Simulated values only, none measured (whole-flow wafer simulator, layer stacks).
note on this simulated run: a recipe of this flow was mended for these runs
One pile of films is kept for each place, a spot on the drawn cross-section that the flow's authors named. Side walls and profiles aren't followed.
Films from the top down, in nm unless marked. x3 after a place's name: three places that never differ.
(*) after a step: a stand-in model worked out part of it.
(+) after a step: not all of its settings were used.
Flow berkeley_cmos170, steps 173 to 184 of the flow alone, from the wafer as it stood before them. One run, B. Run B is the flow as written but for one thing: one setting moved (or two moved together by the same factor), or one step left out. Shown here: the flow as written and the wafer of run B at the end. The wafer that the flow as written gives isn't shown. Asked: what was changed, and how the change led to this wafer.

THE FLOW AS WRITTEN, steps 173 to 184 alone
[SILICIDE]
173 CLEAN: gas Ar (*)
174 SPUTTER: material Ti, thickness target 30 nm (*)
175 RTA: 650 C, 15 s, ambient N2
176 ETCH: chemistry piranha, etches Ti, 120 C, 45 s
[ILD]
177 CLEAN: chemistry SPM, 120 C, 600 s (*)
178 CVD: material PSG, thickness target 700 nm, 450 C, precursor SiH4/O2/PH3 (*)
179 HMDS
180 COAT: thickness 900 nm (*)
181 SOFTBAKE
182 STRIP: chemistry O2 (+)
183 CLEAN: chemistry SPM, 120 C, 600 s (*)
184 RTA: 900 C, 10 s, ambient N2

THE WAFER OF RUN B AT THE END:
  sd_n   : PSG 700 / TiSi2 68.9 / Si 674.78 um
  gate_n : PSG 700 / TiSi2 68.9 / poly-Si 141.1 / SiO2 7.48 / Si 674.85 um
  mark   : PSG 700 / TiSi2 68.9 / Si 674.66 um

The cause: step 174, SPUTTER: thickness target 37 nm was run, where the flow has thickness target 30 nm; step 176, ETCH: 56 s was run, where the flow has 45 s.

How the change led to this, step by step:
  174 SPUTTER: material Ti, thickness target 30 nm (*)
      field, mark, sd_n and 10 more: Ti +37 (new film) (as written it would be: Ti +30 (new film))
  175 RTA: 650 C, 15 s, ambient N2
      mark, sd_n, sd_p, contact, m1, via1, m2, via2: Ti -28.9, TiSi first +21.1 (new film), TiSi2 C49 +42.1 (new film), Si -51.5 (as written it would be: Ti -23.4, TiSi first +6.2 (new film), TiSi2 C49 +50.3 (new film), Si -49)
      gate_n, gate_p: Ti -28.9, TiSi first +21.1 (new film), TiSi2 C49 +42.1 (new film), poly-Si -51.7 (as written it would be: Ti -23.4, TiSi first +6.2 (new film), TiSi2 C49 +50.3 (new film), poly-Si -49.2)
  176 ETCH: chemistry piranha, etches Ti, 120 C, 45 s
      mark, sd_n, gate_n and 7 more: Ti -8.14 (all of it), TiSi first -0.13 (as written it would be: Ti -6.6 (all of it), TiSi first -0.1)
      field, spacer_n, spacer_p: Ti -37 (all of it) (as written it would be: Ti -30 (all of it))
  184 RTA: 900 C, 10 s, ambient N2
      mark, sd_n, sd_p, contact, m1, via1, m2, via2: under 1 film: TiSi2 +68.9 (new film), TiSi first -20.9 (all of it), TiSi2 C49 -42.1 (all of it), Si -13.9 (as written it would be: under 1 film: TiSi2 +55.9 (new film), TiSi first -6.09 (all of it), TiSi2 C49 -50.3 (all of it), Si -4.05)
      gate_n, gate_p: under 1 film: TiSi2 +68.9 (new film), TiSi first -20.9 (all of it), TiSi2 C49 -42.1 (all of it), poly-Si -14 (as written it would be: under 1 film: TiSi2 +55.9 (new film), TiSi first -6.09 (all of it), TiSi2 C49 -50.3 (all of it), poly-Si -4.06)
